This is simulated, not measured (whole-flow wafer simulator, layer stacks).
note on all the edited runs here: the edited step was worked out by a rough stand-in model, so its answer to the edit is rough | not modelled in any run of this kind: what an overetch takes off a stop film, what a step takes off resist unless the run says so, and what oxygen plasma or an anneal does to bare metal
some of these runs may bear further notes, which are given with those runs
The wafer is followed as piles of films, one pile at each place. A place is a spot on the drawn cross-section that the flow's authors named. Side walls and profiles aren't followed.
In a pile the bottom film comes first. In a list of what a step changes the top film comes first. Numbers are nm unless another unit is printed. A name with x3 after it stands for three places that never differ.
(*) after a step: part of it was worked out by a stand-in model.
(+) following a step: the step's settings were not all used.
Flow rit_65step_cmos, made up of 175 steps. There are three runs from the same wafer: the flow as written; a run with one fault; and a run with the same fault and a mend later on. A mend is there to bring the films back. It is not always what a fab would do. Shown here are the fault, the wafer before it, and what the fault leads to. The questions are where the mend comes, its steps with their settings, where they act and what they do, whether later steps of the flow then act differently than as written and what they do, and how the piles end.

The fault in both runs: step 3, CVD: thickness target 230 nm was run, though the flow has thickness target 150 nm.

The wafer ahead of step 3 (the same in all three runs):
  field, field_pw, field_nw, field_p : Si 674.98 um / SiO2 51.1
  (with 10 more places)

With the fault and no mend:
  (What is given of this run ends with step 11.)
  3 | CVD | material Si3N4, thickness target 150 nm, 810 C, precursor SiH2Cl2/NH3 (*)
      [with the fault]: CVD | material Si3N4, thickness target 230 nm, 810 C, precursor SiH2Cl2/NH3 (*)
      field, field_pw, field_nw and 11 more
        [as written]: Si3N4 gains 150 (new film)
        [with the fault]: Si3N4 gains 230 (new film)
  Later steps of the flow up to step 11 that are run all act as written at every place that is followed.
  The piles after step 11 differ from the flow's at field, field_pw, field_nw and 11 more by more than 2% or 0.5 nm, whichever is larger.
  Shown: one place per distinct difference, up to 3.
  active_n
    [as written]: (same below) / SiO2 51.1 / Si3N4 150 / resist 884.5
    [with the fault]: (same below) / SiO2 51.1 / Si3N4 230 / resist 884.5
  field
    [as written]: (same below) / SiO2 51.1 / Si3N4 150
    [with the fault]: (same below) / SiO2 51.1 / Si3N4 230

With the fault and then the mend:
  The mend follows step 4.
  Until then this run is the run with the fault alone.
  4a | ETCHBACK | chemistry SF6/CHF3, etches Si3N4, depth target 80 nm, CHF3 flow 30 sccm, pressure 40 mT (*) (+)
      field, field_pw, field_nw and 11 more
        Si3N4 loses 80
  Later steps of the flow that are run all act as written at every place that is followed.
  The piles end the same as the flow's at every place that both follow.
